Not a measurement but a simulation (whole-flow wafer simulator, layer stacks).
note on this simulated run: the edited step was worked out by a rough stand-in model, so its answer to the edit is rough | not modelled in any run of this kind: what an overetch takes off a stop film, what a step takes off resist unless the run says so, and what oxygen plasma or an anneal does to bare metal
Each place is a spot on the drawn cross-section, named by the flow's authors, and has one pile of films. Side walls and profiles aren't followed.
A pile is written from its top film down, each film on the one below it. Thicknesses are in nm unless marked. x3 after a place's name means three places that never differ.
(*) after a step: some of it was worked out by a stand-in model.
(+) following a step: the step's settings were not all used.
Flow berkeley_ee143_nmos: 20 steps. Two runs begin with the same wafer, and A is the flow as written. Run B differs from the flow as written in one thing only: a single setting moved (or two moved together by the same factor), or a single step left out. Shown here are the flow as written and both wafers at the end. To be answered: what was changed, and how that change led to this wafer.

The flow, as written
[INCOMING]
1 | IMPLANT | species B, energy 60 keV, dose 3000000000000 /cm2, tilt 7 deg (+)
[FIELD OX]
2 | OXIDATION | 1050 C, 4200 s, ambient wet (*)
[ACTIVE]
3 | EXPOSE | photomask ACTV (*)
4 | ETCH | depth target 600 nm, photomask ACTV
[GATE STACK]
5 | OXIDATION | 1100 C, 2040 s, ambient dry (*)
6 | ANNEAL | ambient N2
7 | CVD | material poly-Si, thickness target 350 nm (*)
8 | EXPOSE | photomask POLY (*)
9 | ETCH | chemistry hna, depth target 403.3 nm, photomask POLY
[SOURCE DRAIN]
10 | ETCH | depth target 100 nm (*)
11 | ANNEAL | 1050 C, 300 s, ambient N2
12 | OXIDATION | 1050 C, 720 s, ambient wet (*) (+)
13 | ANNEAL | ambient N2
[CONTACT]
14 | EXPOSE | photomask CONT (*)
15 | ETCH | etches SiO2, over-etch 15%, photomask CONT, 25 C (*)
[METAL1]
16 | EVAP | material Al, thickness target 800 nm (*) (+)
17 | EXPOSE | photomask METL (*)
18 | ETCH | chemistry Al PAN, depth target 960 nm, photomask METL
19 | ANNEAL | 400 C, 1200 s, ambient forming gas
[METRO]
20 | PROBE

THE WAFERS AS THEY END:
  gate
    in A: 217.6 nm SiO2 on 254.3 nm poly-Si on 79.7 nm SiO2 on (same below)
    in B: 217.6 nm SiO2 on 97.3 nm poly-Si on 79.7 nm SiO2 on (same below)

What caused this: step 7, CVD: thickness target 193 nm was run, while the flow as written has thickness target 350 nm.

The path from the change to this, step by step:
  7 | CVD | material poly-Si, thickness target 350 nm (*)
      gate, sd, contact, field: A +350 poly-Si (new film) | B +193 poly-Si (new film)
  9 | ETCH | chemistry hna, depth target 403.3 nm, photomask POLY
      sd, contact, field: A -350 poly-Si (all of it) | B -193 poly-Si (all of it)
